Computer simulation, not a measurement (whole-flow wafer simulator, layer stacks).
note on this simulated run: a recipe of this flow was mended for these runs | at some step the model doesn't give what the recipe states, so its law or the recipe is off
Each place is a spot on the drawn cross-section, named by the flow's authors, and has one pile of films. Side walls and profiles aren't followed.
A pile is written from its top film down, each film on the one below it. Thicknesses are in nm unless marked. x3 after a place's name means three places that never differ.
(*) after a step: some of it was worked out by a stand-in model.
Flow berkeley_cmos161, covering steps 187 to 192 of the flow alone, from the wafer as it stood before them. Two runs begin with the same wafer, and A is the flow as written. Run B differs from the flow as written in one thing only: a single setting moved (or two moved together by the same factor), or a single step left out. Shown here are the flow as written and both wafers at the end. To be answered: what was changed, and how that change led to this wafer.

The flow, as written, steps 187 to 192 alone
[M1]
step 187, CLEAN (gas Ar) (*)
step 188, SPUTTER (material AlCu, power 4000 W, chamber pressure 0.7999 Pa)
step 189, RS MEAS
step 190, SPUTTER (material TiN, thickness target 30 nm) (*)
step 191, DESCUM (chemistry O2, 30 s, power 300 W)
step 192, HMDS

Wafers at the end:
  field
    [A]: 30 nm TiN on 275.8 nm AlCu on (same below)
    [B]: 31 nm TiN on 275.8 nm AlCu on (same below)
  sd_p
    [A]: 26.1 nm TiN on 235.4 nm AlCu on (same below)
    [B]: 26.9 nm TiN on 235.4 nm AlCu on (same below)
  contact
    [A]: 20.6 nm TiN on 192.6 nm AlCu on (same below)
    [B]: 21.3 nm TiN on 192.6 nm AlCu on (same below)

The reason: step 190, SPUTTER: thickness target 31 nm was run, whereas the flow has thickness target 30 nm.
The wafer lets one read it off: field has TiN 31, and step 190 as written asks for 30 nm.

How this came from the change, step by step:
  step 190, SPUTTER (material TiN, thickness target 30 nm) (*)
      field, sd_n, spacer_n, gate_n, spacer_p, gate_p, m1: A TiN gains 30 (new film) | B TiN gains 31 (new film)
      sd_p: A TiN gains 26.1 (new film) | B TiN gains 26.9 (new film)
      (and at 1 other place as well)
